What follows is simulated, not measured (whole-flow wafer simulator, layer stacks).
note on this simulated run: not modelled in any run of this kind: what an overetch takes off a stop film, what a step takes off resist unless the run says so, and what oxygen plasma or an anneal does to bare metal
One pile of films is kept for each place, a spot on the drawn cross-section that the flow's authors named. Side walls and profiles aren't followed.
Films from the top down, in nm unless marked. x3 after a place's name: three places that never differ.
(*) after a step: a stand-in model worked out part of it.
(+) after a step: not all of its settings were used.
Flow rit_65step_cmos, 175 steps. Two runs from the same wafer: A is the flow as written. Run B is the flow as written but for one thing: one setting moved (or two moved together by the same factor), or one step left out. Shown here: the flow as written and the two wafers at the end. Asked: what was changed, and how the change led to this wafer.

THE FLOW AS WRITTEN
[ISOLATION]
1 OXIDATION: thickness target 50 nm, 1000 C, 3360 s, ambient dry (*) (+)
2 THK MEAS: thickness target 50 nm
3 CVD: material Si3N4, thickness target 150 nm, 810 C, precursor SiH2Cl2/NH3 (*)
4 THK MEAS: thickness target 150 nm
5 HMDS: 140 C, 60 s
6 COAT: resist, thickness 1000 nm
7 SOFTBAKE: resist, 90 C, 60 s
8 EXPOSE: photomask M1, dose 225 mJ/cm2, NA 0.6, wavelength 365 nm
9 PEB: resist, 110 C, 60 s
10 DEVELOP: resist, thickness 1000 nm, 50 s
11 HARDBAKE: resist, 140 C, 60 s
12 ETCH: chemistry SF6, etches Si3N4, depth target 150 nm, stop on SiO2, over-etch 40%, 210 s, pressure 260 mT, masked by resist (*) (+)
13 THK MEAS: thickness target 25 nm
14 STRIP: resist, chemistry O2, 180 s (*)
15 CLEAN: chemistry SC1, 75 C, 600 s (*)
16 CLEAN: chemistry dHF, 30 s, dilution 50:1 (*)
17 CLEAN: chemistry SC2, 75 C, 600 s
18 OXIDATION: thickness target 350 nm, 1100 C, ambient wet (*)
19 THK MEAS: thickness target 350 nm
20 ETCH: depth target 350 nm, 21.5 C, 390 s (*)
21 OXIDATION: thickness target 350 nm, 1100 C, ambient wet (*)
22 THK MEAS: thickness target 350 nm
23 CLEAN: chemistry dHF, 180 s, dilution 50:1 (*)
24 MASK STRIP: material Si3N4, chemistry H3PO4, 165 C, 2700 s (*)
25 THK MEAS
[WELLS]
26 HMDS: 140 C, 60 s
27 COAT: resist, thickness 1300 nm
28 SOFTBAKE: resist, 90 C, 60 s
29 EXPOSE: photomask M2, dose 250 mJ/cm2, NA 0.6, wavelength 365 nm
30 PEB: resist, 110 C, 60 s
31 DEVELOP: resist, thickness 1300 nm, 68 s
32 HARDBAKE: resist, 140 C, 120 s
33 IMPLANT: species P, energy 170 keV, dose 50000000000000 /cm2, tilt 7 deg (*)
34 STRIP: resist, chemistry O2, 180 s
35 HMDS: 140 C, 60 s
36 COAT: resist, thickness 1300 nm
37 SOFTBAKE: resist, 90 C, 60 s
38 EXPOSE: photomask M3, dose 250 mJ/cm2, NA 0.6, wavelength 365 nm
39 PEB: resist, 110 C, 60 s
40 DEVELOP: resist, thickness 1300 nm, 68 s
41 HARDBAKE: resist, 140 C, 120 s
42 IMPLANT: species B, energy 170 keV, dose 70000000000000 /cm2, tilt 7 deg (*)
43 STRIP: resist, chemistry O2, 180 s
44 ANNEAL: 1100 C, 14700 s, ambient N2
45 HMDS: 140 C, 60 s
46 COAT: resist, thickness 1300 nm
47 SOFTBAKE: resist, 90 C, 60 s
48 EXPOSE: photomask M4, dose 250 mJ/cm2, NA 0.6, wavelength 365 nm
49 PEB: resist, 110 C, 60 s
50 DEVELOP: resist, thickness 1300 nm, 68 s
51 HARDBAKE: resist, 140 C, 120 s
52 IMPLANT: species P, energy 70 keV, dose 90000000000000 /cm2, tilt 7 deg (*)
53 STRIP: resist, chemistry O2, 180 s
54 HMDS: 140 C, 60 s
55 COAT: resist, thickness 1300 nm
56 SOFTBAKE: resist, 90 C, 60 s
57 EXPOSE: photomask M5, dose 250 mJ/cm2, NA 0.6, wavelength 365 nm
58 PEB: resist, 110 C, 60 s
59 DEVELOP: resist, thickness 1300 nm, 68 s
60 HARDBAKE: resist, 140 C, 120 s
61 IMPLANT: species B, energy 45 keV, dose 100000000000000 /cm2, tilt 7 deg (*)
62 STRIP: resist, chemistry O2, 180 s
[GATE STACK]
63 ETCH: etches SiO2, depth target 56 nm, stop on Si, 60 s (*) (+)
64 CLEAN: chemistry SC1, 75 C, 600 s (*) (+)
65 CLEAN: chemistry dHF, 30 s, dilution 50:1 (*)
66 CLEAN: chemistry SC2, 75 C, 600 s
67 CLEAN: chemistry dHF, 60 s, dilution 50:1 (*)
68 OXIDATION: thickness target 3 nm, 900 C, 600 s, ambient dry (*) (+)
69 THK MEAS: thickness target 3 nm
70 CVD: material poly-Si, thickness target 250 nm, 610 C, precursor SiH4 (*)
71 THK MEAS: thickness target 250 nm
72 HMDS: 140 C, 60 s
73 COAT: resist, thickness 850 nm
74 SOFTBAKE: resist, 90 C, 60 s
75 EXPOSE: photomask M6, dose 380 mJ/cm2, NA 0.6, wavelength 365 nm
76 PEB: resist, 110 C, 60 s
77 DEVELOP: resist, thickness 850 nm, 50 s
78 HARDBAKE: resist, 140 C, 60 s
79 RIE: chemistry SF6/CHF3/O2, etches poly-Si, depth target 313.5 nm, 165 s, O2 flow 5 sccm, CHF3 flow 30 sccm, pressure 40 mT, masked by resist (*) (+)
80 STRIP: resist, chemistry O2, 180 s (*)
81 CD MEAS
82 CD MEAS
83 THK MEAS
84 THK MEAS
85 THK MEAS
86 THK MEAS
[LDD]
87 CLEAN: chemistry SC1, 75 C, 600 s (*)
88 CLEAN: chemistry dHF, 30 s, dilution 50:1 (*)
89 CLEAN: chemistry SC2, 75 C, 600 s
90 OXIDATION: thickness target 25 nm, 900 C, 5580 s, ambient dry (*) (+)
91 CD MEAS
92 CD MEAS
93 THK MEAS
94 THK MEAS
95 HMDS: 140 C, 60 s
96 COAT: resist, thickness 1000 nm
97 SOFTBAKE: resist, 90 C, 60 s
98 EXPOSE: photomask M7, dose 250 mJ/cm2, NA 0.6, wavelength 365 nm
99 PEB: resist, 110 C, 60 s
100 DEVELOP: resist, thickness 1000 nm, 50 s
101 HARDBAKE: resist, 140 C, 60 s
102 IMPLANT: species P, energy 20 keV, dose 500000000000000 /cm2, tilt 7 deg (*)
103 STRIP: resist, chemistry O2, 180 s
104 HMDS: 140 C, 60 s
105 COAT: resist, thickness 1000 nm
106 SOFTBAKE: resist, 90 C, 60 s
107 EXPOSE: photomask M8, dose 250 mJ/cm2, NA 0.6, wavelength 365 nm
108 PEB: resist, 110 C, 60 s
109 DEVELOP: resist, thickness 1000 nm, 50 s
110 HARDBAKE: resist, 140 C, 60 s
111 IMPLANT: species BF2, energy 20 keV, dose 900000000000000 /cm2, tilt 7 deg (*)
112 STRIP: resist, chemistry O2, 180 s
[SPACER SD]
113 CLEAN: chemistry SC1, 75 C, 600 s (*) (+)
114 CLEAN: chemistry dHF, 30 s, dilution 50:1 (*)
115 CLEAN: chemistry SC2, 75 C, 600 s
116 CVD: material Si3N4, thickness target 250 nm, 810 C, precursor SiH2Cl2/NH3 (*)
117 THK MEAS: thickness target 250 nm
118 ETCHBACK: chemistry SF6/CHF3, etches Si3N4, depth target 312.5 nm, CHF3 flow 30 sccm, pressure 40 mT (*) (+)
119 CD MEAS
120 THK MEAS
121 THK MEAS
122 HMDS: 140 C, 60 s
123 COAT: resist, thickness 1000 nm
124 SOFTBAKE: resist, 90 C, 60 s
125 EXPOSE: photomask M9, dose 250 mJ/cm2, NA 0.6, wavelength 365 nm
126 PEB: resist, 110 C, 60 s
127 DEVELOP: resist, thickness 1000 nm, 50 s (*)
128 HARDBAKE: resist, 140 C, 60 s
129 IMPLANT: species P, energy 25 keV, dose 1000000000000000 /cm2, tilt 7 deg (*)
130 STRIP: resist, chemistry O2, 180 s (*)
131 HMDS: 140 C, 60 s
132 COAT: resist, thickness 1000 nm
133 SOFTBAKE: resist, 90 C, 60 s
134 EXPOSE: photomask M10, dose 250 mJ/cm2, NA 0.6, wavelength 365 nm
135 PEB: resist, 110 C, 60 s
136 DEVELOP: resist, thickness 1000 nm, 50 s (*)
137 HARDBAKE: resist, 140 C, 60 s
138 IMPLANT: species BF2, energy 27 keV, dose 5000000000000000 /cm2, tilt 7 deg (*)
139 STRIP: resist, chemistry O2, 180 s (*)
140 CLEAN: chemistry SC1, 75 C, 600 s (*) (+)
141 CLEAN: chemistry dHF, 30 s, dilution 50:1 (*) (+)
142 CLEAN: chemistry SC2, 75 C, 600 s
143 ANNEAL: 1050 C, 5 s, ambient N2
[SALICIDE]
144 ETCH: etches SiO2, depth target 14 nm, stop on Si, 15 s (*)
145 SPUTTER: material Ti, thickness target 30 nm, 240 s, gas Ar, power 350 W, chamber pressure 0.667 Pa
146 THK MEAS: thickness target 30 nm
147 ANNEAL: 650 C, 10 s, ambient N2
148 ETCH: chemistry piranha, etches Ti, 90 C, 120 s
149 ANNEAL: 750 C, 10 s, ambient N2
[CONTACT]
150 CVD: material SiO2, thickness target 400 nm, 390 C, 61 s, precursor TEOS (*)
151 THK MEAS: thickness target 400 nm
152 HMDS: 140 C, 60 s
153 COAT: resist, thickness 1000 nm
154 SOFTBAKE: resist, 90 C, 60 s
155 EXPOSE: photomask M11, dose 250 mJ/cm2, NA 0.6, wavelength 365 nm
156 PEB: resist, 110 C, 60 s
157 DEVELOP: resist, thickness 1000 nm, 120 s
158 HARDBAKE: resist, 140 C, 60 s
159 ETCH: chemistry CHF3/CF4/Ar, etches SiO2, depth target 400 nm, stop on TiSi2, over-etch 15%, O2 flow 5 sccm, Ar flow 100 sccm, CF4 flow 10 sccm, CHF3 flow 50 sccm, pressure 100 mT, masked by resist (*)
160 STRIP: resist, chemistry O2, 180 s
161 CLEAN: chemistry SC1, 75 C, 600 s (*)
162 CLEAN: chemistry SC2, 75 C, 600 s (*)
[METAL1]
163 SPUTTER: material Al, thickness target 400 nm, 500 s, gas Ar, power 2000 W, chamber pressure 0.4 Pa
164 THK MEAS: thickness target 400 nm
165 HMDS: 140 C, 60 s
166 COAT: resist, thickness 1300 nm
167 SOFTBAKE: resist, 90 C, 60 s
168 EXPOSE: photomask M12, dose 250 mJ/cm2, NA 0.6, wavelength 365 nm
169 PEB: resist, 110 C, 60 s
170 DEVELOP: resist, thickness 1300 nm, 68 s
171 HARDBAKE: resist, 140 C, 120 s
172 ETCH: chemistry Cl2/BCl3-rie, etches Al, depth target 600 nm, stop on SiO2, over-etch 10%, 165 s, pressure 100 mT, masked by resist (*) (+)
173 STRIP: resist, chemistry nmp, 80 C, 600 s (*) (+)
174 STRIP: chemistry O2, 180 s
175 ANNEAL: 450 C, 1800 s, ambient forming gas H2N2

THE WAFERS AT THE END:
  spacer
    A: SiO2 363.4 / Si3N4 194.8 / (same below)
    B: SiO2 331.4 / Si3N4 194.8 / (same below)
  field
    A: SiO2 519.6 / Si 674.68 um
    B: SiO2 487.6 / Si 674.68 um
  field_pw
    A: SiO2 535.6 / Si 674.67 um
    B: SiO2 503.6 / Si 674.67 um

The cause: step 163, SPUTTER: thickness target 144 nm was run, where the flow has thickness target 400 nm; step 163, SPUTTER: 180 s was run, where the flow has 500 s.

How the change led to this, step by step:
  163 SPUTTER: material Al, thickness target 400 nm, 500 s, gas Ar, power 2000 W, chamber pressure 0.4 Pa
      field, field_p, spacer, spacer_p: A Al +400 (new film) | B Al +144 (new film)
      gate_n, gate_p: A Al +396 (new film) | B Al +144 (new film)
      (and at 2 more places)
  172 ETCH: chemistry Cl2/BCl3-rie, etches Al, depth target 600 nm, stop on SiO2, over-etch 10%, 165 s, pressure 100 mT, masked by resist (*) (+)
      field, field_p, spacer, spacer_p: A Al -400 (all of it), SiO2 -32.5 | B Al -144 (all of it), SiO2 -64.5
      gate_n, gate_p: A Al -396 (all of it), SiO2 -33 | B Al -144 (all of it), SiO2 -64.5
      (and at 2 more places)
